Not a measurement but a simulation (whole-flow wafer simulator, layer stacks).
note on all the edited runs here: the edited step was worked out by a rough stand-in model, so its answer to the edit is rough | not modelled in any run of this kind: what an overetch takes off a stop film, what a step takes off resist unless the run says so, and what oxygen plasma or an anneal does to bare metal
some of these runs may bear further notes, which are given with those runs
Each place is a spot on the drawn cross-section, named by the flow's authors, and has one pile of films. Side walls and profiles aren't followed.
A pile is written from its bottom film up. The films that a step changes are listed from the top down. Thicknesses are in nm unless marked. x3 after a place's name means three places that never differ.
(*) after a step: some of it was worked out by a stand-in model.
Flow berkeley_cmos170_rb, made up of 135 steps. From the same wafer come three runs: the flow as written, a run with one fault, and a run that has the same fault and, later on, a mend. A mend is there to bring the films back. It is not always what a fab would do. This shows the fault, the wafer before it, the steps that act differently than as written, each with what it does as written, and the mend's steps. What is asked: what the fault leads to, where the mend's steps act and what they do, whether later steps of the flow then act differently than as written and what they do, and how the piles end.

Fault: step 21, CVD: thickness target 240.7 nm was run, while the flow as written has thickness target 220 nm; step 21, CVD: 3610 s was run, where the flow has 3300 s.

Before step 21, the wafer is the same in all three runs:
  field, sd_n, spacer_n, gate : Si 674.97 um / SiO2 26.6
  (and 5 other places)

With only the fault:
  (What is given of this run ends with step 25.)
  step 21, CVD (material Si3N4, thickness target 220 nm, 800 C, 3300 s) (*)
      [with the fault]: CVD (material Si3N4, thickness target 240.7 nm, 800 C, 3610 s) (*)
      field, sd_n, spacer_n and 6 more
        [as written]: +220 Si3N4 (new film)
        [with the fault]: +240.7 Si3N4 (new film)
  Every later step of the flow up to step 25 that is run acts as written at every place that is followed.
  Once step 25 is done, the piles at field, sd_n, spacer_n and 6 more depart from the flow's by more than 2% or 0.5 nm, whichever is larger.
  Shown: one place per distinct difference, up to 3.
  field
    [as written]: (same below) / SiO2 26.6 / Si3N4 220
    [with the fault]: (same below) / SiO2 26.6 / Si3N4 240.7
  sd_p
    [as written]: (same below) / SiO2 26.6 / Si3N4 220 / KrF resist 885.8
    [with the fault]: (same below) / SiO2 26.6 / Si3N4 240.7 / KrF resist 885.8

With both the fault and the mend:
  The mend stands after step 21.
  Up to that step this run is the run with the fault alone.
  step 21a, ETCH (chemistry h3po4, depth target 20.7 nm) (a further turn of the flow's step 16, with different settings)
      field, sd_n, spacer_n and 6 more
        -20.7 Si3N4
  Every later step of the flow that is run acts as written at every place that is followed.
  At every place that both follow, the piles at the end match the flow's.
